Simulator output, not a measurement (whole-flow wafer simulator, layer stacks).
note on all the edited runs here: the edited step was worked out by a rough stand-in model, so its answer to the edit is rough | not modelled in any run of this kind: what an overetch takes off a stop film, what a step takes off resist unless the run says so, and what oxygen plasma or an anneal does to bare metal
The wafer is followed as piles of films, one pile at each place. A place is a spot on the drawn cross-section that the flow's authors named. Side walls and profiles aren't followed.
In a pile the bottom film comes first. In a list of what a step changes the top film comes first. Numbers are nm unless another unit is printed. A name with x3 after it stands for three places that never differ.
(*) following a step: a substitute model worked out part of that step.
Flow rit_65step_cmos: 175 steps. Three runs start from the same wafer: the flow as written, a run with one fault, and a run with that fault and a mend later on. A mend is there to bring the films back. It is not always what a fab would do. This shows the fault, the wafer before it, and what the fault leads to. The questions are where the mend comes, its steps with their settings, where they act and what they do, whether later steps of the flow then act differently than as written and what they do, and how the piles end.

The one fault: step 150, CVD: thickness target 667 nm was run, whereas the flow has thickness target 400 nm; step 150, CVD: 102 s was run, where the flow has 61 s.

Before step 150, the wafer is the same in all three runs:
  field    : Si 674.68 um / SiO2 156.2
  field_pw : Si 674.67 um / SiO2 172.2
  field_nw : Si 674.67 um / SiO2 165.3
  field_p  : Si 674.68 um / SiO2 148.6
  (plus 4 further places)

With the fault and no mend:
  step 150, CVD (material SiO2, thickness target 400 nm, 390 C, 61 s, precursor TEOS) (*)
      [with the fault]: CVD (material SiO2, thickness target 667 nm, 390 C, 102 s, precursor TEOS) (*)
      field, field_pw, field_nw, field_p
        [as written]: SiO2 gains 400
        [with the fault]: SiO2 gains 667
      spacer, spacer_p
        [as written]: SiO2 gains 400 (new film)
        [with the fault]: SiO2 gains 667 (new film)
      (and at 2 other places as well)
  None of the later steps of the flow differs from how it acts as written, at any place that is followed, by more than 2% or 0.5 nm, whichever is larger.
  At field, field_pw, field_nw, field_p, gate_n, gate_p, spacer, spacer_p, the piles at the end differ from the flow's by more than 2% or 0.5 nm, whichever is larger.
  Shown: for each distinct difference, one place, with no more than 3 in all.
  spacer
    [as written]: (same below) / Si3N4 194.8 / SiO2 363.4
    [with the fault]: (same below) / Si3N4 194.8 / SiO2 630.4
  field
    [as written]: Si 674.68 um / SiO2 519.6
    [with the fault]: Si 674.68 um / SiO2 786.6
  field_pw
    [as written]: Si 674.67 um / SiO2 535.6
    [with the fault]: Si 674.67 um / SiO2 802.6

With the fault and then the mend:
  The mend follows step 151.
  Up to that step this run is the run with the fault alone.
  step 151a, ETCH (chemistry boe, depth target 269.9 nm)
      field, field_pw, field_nw, field_p, gate_n, gate_p, spacer, spacer_p
        SiO2 loses 269.9
  None of the later steps of the flow differs from how it acts as written, at any place that is followed, by more than 2% or 0.5 nm, whichever is larger.
  The piles end only slightly different from the flow's at the places that both follow, by no more than 2% or 0.5 nm, whichever is larger.
